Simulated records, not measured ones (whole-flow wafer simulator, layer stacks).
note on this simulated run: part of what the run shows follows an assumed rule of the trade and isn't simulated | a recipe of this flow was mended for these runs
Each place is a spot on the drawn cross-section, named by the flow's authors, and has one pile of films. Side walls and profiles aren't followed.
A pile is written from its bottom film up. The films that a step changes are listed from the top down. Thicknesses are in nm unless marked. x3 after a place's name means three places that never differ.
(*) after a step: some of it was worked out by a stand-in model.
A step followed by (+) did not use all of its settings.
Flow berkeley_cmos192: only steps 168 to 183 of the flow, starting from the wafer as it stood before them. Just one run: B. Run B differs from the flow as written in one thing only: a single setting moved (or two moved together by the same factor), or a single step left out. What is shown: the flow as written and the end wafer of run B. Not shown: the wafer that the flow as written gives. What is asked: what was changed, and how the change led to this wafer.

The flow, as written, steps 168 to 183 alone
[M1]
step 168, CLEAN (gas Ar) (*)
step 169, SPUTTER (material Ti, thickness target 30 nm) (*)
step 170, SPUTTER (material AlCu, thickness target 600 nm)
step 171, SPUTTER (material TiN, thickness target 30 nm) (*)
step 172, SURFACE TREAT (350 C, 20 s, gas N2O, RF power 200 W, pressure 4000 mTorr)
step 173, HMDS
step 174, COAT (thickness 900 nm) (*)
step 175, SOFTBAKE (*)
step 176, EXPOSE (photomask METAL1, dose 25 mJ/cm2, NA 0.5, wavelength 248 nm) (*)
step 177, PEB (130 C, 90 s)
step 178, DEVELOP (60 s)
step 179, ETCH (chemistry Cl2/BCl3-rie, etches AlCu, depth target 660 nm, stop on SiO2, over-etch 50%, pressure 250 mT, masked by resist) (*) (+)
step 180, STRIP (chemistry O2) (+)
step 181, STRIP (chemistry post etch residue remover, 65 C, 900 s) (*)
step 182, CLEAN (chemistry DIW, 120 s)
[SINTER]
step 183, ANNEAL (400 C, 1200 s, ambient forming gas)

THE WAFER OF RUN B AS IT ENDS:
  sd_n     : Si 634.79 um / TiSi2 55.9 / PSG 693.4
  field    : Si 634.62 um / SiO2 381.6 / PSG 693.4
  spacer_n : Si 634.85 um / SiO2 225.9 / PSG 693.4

What caused this: step 179, ETCH: depth target 446 nm was run, whereas the flow has depth target 660 nm.

The path from the change to this, step by step:
  step 179, ETCH (chemistry Cl2/BCl3-rie, etches AlCu, depth target 660 nm, stop on SiO2, over-etch 50%, pressure 250 mT, masked by resist) (*) (+)
      field, sd_n, spacer_n, gate, spacer_p, gate_p: TiN loses 30 (all of it), AlCu loses 600 (all of it), Ti loses 30 (all of it), PSG loses 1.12 (in the flow as written it would be: TiN loses 30 (all of it), AlCu loses 600 (all of it), Ti loses 30 (all of it), PSG loses 41.2)
      contact, m1: KrF-resist loses 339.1 (in the flow as written it would be: KrF-resist loses 495)
      (also at 1 further place)
  step 180, STRIP (chemistry O2) (+)
      contact: KrF-resist loses 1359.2 (all of it) (in the flow as written it would be: KrF-resist loses 1203.2 (all of it))
      m1: KrF-resist loses 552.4 (all of it) (in the flow as written it would be: KrF-resist loses 396.5 (all of it))
